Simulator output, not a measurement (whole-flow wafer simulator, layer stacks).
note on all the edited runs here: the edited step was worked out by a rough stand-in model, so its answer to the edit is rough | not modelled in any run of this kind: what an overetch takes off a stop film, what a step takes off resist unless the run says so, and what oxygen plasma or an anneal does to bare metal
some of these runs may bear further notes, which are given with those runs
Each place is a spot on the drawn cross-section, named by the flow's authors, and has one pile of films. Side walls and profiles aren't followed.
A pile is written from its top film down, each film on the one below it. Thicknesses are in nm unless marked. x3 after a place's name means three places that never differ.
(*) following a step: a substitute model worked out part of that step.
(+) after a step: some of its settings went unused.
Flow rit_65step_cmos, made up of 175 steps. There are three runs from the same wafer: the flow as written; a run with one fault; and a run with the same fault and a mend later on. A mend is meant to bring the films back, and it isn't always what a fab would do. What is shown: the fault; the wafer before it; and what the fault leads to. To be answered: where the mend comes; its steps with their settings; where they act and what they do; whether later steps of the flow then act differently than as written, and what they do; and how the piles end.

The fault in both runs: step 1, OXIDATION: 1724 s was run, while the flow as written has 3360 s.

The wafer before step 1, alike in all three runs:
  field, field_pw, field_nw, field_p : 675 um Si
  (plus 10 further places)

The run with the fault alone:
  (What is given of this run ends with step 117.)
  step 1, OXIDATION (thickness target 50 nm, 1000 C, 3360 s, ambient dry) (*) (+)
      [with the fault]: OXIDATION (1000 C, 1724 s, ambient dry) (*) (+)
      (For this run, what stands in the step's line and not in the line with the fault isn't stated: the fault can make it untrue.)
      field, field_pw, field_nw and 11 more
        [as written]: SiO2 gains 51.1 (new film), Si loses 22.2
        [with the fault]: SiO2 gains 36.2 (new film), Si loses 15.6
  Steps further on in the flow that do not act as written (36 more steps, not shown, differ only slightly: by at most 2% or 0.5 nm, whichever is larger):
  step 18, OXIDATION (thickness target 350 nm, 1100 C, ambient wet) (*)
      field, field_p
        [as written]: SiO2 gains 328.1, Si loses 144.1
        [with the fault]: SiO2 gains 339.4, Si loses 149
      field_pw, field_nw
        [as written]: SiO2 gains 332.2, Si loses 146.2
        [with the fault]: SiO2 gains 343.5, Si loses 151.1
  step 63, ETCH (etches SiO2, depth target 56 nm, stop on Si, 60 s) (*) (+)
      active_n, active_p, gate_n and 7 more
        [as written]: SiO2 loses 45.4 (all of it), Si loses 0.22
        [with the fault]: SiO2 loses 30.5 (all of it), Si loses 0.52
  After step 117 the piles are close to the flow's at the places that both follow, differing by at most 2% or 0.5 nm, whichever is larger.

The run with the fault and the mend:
  The mend follows step 2.
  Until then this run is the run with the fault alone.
  step 2a, ETCH (depth target 42 nm, 21.5 C, 46 s)
      field, field_pw, field_nw and 11 more
        SiO2 loses 36.2 (all of it)
  step 2b, CLEAN (chemistry SC2, 75 C, 600 s)
      field, field_pw, field_nw and 11 more
        chemical SiO2 gains 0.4 (new film), Si loses 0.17
  step 2c, OXIDATION (1000 C, 3360 s, ambient dry) (*) (the flow's step 1, run once more with other settings)
      field, field_pw, field_nw and 11 more
        SiO2 gains 51 (new film), chemical SiO2 loses 0.4 (all of it), Si loses 22.3
  Steps further on in the flow that do not act as written (18 more steps, not shown, differ only slightly: by at most 2% or 0.5 nm, whichever is larger):
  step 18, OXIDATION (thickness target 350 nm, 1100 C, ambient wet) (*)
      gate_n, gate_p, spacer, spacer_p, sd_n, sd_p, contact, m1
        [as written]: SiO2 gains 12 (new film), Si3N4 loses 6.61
        [with the mend]: SiO2 gains 12 (new film), Si3N4 loses 6.61, SiO2 gains 0.03
  At the end the piles are close to the flow's at the places that both follow, differing by at most 2% or 0.5 nm, whichever is larger.
